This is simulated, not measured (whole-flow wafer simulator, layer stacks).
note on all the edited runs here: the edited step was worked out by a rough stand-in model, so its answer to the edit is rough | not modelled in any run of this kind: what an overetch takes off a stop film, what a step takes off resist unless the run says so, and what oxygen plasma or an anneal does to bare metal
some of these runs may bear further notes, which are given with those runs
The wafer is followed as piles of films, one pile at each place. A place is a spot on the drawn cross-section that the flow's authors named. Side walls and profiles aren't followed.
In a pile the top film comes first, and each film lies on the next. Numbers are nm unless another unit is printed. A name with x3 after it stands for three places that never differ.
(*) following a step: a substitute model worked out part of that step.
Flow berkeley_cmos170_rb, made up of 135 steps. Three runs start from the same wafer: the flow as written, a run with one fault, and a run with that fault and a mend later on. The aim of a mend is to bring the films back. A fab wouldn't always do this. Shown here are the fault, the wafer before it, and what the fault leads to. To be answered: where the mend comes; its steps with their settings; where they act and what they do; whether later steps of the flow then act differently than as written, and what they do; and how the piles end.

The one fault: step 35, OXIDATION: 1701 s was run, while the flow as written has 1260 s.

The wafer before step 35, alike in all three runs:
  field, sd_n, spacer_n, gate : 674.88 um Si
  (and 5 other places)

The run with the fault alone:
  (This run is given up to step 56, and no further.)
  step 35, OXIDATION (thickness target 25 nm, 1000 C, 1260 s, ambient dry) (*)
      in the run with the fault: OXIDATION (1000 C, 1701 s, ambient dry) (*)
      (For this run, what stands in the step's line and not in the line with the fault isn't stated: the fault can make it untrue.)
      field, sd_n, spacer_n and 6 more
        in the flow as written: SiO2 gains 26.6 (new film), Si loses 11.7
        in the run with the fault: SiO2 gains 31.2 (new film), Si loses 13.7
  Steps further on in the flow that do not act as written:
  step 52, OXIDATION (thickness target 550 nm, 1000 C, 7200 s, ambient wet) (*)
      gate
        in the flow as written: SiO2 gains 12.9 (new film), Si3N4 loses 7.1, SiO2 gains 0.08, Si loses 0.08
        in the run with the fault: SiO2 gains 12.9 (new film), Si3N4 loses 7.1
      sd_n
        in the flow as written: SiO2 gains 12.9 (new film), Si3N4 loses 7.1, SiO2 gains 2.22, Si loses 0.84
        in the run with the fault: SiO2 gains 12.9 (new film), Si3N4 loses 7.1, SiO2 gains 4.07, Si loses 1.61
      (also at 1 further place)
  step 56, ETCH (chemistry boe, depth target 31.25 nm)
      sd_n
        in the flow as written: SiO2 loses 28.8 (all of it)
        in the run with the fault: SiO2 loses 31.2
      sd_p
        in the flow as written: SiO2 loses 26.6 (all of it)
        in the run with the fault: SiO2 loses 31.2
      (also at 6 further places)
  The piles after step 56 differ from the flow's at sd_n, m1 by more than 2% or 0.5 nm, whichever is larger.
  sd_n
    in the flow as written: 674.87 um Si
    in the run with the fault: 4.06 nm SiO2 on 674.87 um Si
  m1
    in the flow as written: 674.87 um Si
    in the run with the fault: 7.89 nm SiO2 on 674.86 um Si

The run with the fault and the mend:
  The mend stands after step 36.
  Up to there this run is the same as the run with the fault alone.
  step 36a, WET ETCH (chemistry hf, depth target 4.69 nm)
      field, sd_n, spacer_n and 6 more
        SiO2 loses 4.69
  Later steps of the flow that are run all act as written at every place that is followed, up to a difference of at most 2% or 0.5 nm, whichever is larger.
  The piles end only slightly different from the flow's at the places that both follow, by no more than 2% or 0.5 nm, whichever is larger.
